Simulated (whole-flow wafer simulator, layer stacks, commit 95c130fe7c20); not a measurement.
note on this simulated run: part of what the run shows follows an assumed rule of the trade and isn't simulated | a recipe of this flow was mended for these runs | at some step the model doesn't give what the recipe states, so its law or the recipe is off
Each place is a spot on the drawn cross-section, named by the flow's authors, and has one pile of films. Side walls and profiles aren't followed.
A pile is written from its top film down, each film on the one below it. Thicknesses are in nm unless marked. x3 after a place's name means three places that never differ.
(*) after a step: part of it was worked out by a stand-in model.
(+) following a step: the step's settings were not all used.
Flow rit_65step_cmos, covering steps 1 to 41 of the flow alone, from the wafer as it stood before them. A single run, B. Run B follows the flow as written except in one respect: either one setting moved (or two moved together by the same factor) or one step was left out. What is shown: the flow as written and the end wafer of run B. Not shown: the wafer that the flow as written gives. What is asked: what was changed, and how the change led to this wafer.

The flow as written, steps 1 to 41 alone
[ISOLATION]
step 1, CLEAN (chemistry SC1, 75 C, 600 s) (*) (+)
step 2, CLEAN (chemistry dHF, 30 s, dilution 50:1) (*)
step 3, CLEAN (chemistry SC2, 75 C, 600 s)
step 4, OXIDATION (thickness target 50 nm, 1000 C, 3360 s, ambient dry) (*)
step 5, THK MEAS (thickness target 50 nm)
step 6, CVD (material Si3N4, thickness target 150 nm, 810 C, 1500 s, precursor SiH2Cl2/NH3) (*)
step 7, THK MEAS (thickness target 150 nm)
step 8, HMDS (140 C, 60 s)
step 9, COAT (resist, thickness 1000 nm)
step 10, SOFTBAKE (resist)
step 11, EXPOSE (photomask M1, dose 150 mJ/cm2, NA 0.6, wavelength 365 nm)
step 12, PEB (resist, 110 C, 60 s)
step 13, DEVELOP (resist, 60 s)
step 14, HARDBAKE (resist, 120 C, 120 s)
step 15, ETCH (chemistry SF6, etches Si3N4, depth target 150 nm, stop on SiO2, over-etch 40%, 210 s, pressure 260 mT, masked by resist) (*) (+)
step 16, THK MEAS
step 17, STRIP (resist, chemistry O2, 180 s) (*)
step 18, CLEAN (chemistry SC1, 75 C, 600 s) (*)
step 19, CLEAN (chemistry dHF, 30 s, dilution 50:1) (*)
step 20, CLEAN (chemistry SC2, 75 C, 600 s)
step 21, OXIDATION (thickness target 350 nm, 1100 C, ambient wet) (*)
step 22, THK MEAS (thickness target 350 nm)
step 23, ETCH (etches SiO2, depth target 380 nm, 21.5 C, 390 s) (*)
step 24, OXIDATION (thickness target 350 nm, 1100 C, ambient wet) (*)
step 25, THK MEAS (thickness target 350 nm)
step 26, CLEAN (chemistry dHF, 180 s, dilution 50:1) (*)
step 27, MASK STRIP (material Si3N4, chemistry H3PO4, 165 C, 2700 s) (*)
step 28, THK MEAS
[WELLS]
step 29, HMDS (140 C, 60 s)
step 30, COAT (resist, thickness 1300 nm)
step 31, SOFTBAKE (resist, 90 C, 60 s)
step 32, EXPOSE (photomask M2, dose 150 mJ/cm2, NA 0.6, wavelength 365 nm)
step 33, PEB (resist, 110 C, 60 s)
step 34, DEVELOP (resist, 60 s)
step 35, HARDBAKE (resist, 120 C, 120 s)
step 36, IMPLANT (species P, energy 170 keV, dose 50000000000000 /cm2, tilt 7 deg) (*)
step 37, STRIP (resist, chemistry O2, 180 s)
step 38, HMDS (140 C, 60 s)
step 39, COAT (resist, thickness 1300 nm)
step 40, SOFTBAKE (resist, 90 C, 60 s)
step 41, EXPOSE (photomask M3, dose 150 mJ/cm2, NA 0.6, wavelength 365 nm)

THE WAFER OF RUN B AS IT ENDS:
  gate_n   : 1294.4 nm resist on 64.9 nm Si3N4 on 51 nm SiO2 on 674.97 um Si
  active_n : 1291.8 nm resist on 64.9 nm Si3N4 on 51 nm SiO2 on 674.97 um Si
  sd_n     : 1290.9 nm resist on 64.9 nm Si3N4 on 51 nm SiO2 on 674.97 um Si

The reason: step 6, CVD: thickness target 360 nm was run, while the flow as written has thickness target 150 nm; step 6, CVD: 3600 s was run, where the flow has 1500 s.

How this came from the change, step by step:
  step 6, CVD (material Si3N4, thickness target 150 nm, 810 C, 1500 s, precursor SiH2Cl2/NH3) (*)
      field, field_pw, field_nw and 11 more: +360 Si3N4 (new film) (as written it would have been: +150 Si3N4 (new film))
  step 15, ETCH (chemistry SF6, etches Si3N4, depth target 150 nm, stop on SiO2, over-etch 40%, 210 s, pressure 260 mT, masked by resist) (*) (+)
      field, field_pw, field_nw, field_p: -210 Si3N4 (as written it would have been: -150 Si3N4 (all of it), -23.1 SiO2)
  step 18, CLEAN (chemistry SC1, 75 C, 600 s) (*)
      field, field_pw, field_nw, field_p: -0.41 Si3N4 (as written it would have been: -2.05 SiO2)
  step 19, CLEAN (chemistry dHF, 30 s, dilution 50:1) (*)
      field, field_pw, field_nw, field_p: -0.43 Si3N4 (as written it would have been: -2.78 SiO2)
  step 21, OXIDATION (thickness target 350 nm, 1100 C, ambient wet) (*)
      gate_n, gate_p, spacer, spacer_p, sd_n, sd_p, contact, m1: +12 SiO2 (new film), -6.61 Si3N4 (as written it would have been: +12 SiO2 (new film), -6.61 Si3N4, +0.03 SiO2)
      field, field_p: +12 SiO2 (new film), -6.61 Si3N4 (as written it would have been: +328.2 SiO2, -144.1 Si)
      (and at 2 other places as well)
  step 23, ETCH (etches SiO2, depth target 380 nm, 21.5 C, 390 s) (*)
      field, field_p: -12 SiO2 (all of it), -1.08 Si3N4 (as written it would have been: -351.3 SiO2 (all of it), -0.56 Si)
      field_pw, field_nw: -12 SiO2 (all of it), -1.08 Si3N4 (as written it would have been: -355.4 SiO2 (all of it), -0.49 Si)
      (and at 10 other places as well)
  step 24, OXIDATION (thickness target 350 nm, 1100 C, ambient wet) (*)
      field, field_pw, field_nw, field_p: +12 SiO2 (new film), -6.61 Si3N4 (as written it would have been: +350 SiO2 (new film), -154 Si)
  step 26, CLEAN (chemistry dHF, 180 s, dilution 50:1) (*)
      field, field_pw, field_nw, field_p: -12 SiO2 (all of it), -0.44 Si3N4 (as written it would have been: -16.7 SiO2)
  step 27, MASK STRIP (material Si3N4, chemistry H3PO4, 165 C, 2700 s) (*)
      active_n, active_p, gate_n and 7 more: -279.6 Si3N4 (as written it would have been: -131.8 Si3N4 (all of it), -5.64 SiO2)
      field, field_pw, field_nw, field_p: -134.4 Si3N4 (all of it), -5.54 SiO2 (as written it would have been: -10.7 SiO2)
  step 30, COAT (resist, thickness 1300 nm)
      field: +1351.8 resist (new film) (as written it would have been: +1315.7 resist (new film))
      field_p: +1351.6 resist (new film) (as written it would have been: +1315.7 resist (new film))
  step 33, PEB (resist, 110 C, 60 s)
      field, field_p: -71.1 resist (as written it would have been: -69.2 resist)
  step 34, DEVELOP (resist, 60 s)
      field_p: -1280.5 resist (all of it) (as written it would have been: -1246.5 resist (all of it))
  step 35, HARDBAKE (resist, 120 C, 120 s)
      field: -45.3 resist (as written it would have been: -44.1 resist)
      field_pw: -44.9 resist (as written it would have been: -44 resist)
  step 37, STRIP (resist, chemistry O2, 180 s)
      field: -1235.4 resist (all of it) (as written it would have been: -1202.4 resist (all of it))
  step 39, COAT (resist, thickness 1300 nm)
      field: +1351.8 resist (new film) (as written it would have been: +1315.7 resist (new film))
      field_p: +1351.6 resist (new film) (as written it would have been: +1315.7 resist (new film))
